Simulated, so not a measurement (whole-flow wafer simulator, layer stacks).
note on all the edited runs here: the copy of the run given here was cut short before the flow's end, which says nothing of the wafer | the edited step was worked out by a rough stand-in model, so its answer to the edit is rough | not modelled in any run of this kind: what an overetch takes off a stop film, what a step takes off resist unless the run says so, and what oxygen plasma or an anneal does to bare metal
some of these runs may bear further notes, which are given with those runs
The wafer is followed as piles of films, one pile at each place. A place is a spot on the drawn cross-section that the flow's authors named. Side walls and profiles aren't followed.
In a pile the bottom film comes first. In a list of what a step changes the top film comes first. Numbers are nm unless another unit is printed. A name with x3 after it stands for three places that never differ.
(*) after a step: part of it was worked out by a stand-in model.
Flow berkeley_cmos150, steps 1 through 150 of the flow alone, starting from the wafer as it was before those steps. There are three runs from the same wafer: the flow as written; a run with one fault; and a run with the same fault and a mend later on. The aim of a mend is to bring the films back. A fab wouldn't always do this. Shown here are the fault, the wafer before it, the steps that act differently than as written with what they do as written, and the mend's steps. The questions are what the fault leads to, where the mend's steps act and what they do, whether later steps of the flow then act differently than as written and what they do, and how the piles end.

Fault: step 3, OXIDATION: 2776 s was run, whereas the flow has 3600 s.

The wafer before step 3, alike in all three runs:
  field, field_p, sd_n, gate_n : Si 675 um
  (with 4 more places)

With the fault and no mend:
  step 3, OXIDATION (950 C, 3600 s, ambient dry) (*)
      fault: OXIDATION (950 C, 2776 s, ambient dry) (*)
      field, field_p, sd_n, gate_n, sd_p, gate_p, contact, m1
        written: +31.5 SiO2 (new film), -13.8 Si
        fault: +26.7 SiO2 (new film), -11.7 Si
  Later steps of the flow that are run all act as written at every place that is followed, up to a difference of at most 2% or 0.5 nm, whichever is larger.
  The piles end only slightly different from the flow's at the places that both follow, by no more than 2% or 0.5 nm, whichever is larger.

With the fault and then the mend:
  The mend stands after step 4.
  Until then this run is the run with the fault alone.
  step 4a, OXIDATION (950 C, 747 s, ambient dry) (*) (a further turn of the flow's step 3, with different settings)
      field, field_p, sd_n, gate_n, sd_p, gate_p, contact, m1
        +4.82 SiO2, -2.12 Si
  Later steps of the flow that are run all act as written at every place that is followed, up to a difference of at most 2% or 0.5 nm, whichever is larger.
  At every place that both follow, the piles at the end match the flow's.
